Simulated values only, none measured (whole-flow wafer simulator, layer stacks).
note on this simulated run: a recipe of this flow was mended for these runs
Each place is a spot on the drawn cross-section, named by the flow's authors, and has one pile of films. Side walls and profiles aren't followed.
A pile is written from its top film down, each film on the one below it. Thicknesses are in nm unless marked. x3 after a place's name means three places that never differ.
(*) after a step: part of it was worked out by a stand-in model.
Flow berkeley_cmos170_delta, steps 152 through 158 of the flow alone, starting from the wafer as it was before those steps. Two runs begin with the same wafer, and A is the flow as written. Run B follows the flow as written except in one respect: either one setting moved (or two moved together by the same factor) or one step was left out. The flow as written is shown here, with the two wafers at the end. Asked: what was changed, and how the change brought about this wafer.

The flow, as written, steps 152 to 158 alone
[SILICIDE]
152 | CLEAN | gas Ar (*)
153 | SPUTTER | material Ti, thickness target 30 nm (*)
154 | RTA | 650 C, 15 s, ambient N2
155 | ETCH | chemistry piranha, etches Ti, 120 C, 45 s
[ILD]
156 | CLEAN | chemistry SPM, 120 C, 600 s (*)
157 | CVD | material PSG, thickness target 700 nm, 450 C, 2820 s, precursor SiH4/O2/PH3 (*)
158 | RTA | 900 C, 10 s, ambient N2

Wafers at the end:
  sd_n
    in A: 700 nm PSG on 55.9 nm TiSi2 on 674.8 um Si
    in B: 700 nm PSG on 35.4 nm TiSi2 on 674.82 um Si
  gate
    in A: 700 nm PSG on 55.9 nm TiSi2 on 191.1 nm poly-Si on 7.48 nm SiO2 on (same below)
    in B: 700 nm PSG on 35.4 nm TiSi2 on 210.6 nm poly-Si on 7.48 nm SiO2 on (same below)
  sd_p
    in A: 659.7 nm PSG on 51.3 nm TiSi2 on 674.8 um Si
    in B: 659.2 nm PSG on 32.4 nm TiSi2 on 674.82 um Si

Cause: step 153, SPUTTER: thickness target 19 nm was run, whereas the flow has thickness target 30 nm.

How this came from the change, step by step:
  153 | SPUTTER | material Ti, thickness target 30 nm (*)
      field, sd_n, spacer_n, gate, spacer_p, gate_p, contact x2: A +30 Ti (new film) | B +19 Ti (new film)
      sd_p: A +27.5 Ti (new film) | B +17.4 Ti (new film)
  154 | RTA | 650 C, 15 s, ambient N2
      sd_n, contact x2: A -23.4 Ti, +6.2 TiSi first (new film), +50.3 TiSi2 C49 (new film), -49 Si | B -14.8 Ti, +37.7 TiSi2 C49 (new film), -33.6 Si
      gate, gate_p: A -23.4 Ti, +6.2 TiSi first (new film), +50.3 TiSi2 C49 (new film), -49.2 poly-Si | B -14.8 Ti, +37.7 TiSi2 C49 (new film), -33.8 poly-Si
      (also at 1 further place)
  155 | ETCH | chemistry piranha, etches Ti, 120 C, 45 s
      sd_n, gate, gate_p, contact x2: A -6.6 Ti (all of it), -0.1 TiSi first | B -4.18 Ti (all of it), -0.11 TiSi2 C49
      sd_p: A -6.05 Ti (all of it), -0.1 TiSi first | B -3.83 Ti (all of it), -0.11 TiSi2 C49
      (also at 3 further places)
  158 | RTA | 900 C, 10 s, ambient N2
      sd_n, contact x2: A under 1 film: +55.9 TiSi2 (new film), -6.09 TiSi first (all of it), -50.3 TiSi2 C49 (all of it), -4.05 Si | B under 1 film: +35.4 TiSi2 (new film), -37.6 TiSi2 C49 (all of it)
      gate, gate_p: A under 1 film: +55.9 TiSi2 (new film), -6.09 TiSi first (all of it), -50.3 TiSi2 C49 (all of it), -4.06 poly-Si | B under 1 film: +35.4 TiSi2 (new film), -37.6 TiSi2 C49 (all of it)
      (also at 1 further place)
